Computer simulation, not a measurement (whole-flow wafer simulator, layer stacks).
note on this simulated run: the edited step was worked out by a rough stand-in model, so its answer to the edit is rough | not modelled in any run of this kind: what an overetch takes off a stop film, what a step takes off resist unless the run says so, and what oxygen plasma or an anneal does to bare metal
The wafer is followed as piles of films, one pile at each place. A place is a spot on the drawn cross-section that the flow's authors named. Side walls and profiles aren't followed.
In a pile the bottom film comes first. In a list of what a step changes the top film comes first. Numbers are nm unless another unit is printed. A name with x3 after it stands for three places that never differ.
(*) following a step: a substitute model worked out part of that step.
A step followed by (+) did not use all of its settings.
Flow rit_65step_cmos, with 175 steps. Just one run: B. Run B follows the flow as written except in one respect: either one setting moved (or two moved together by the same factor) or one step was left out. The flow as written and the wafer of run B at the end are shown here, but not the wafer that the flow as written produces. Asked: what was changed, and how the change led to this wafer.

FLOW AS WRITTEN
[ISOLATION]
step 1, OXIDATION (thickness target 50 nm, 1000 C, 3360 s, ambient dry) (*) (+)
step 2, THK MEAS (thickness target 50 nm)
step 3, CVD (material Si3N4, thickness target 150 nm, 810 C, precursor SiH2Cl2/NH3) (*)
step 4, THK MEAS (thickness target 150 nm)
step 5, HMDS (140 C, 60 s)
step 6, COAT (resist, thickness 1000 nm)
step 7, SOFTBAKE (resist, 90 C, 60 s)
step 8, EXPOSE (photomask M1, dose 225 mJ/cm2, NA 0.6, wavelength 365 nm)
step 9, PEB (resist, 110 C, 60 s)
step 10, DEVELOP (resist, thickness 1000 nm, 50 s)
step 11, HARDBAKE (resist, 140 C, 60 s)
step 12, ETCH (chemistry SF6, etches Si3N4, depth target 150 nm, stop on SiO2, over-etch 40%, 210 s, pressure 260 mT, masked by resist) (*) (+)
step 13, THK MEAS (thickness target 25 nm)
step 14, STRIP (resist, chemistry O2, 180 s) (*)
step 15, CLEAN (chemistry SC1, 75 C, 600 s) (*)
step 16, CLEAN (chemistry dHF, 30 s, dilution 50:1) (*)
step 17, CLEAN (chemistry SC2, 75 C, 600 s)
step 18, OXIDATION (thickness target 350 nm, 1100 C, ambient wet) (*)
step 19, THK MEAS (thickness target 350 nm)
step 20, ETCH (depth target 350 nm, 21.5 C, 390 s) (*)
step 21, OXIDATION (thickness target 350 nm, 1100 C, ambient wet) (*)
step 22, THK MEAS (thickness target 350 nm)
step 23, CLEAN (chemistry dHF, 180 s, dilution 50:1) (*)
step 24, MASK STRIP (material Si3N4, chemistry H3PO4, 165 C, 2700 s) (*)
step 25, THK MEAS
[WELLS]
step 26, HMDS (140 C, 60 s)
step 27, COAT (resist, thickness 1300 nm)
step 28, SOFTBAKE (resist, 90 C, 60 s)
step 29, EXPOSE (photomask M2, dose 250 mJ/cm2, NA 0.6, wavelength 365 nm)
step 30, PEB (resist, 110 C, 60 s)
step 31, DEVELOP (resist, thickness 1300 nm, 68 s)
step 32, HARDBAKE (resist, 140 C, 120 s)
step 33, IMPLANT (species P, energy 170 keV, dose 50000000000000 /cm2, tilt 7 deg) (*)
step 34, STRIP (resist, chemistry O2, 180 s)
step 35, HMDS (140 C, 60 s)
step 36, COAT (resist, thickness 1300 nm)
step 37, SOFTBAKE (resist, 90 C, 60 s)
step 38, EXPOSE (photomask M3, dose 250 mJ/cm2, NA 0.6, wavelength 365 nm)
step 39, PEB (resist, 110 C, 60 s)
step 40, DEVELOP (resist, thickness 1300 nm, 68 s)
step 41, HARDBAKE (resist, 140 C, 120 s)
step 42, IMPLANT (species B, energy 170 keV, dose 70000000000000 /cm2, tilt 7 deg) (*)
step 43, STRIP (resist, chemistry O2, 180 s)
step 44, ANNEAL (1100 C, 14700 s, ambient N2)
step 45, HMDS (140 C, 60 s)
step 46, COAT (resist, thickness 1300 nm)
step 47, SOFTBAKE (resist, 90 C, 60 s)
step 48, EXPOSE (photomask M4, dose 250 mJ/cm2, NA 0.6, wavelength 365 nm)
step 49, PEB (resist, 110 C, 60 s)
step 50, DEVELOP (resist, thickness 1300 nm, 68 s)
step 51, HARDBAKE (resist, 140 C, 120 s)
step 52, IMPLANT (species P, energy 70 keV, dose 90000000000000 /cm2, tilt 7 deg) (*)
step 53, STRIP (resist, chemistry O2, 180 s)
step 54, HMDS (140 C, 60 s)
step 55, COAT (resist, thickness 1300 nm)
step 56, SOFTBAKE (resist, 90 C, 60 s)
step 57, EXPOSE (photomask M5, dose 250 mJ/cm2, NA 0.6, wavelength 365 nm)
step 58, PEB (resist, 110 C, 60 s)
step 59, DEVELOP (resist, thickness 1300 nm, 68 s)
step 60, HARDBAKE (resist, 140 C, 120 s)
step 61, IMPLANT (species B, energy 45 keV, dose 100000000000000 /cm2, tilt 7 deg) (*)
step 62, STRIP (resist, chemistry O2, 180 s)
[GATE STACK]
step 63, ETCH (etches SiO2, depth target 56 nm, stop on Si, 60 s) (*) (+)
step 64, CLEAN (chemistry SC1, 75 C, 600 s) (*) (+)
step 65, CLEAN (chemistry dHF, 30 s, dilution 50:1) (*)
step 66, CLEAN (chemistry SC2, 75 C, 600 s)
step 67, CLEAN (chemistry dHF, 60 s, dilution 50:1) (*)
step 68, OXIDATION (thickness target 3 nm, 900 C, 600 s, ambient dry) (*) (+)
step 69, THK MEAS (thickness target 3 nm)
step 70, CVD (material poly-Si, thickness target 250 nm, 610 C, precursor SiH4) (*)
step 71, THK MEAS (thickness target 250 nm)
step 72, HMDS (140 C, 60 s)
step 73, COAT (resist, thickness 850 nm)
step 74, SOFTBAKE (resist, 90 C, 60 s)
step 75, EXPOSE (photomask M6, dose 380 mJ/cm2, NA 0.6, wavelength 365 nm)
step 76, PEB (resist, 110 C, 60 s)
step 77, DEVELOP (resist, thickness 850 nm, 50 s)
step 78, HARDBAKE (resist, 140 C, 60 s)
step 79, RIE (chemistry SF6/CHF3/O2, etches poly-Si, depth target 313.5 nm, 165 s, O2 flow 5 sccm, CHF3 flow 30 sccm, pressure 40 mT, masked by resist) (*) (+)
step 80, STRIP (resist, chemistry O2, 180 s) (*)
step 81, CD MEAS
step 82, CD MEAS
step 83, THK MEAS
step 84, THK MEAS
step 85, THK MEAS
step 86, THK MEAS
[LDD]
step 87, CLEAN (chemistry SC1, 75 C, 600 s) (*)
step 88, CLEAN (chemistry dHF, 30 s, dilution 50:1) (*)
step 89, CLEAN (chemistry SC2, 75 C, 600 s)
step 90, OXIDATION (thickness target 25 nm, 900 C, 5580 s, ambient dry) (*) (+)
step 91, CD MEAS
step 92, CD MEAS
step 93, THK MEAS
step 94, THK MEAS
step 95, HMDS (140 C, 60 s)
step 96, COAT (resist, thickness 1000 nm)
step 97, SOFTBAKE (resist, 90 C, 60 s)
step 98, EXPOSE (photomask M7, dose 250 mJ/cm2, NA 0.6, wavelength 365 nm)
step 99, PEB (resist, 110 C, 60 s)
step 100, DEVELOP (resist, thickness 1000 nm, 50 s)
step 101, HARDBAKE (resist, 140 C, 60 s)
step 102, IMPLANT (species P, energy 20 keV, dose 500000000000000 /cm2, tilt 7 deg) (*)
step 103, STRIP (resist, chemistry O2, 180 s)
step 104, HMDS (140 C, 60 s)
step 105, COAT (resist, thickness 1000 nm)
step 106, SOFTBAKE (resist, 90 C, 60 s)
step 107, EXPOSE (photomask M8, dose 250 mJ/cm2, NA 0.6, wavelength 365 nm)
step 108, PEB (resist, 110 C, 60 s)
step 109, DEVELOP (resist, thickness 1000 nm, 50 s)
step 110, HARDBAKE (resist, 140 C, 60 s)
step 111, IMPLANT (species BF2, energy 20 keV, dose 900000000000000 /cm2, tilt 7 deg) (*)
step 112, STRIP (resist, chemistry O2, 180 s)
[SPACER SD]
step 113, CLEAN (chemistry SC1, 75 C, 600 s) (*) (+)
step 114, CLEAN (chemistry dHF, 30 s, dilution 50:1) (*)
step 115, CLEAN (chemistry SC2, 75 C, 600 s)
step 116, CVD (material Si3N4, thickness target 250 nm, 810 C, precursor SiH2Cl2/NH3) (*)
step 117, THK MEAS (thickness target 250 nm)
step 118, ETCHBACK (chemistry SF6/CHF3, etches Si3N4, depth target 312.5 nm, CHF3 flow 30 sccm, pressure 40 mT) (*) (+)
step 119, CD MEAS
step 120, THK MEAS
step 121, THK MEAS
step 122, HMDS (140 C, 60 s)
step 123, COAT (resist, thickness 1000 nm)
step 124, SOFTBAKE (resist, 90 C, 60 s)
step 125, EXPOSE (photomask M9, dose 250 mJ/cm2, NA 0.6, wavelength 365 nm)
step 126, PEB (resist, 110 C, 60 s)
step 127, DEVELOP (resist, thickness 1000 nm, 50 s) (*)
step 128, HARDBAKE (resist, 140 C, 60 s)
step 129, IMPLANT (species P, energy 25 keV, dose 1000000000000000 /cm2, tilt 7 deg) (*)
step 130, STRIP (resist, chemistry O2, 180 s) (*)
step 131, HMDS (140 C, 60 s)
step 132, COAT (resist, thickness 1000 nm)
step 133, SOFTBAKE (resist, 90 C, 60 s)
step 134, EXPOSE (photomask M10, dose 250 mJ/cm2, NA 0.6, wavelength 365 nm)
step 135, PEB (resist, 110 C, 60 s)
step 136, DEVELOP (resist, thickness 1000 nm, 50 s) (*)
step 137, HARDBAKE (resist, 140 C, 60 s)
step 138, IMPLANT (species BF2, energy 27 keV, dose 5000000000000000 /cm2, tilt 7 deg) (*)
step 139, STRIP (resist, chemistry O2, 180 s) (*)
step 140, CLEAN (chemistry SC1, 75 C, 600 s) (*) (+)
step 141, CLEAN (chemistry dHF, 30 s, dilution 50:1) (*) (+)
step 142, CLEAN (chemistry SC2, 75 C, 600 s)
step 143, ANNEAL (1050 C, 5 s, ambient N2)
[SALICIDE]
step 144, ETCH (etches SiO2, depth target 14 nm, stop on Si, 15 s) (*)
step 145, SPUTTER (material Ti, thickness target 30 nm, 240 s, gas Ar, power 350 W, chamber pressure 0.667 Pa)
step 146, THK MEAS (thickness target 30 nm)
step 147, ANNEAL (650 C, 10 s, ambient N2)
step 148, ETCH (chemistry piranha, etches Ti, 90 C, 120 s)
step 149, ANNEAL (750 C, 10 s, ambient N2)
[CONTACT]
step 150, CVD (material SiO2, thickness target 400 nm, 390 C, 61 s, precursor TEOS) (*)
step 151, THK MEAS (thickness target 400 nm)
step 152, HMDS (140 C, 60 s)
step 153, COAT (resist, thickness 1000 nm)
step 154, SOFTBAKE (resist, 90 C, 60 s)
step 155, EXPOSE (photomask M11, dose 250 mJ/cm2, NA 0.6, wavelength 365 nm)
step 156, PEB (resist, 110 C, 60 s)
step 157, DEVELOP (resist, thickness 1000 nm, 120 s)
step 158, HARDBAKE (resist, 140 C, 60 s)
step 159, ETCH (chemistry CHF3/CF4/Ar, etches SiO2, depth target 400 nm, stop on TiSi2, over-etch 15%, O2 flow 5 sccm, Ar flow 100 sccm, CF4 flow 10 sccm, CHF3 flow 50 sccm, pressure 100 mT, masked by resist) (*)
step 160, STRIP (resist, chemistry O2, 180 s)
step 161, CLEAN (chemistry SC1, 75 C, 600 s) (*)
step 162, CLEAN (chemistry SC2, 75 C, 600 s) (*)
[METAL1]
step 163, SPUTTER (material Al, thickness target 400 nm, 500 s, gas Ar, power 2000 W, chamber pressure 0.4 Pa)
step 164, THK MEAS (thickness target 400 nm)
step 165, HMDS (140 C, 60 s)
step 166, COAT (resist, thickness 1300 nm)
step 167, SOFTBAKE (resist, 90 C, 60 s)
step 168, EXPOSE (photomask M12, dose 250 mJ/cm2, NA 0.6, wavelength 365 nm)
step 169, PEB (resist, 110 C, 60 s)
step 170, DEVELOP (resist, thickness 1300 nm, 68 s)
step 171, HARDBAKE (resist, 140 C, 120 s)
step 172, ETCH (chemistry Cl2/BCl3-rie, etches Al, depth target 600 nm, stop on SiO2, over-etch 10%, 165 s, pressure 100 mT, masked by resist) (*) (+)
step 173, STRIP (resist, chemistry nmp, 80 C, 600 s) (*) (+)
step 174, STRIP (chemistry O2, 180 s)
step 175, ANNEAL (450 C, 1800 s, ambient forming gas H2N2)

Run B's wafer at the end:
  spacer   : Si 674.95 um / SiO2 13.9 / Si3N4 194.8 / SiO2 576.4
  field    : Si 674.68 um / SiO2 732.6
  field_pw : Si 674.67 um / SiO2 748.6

What caused this: step 150, CVD: thickness target 613 nm was run, though the flow has thickness target 400 nm; step 150, CVD: 94 s was run, where the flow has 61 s.

The path from the change to this, step by step:
  step 150, CVD (material SiO2, thickness target 400 nm, 390 C, 61 s, precursor TEOS) (*)
      field, field_pw, field_nw, field_p: SiO2 gains 613 (as written it would have been: SiO2 gains 400)
      spacer, spacer_p: SiO2 gains 613 (new film) (as written it would have been: SiO2 gains 400 (new film))
      (also at 2 further places)
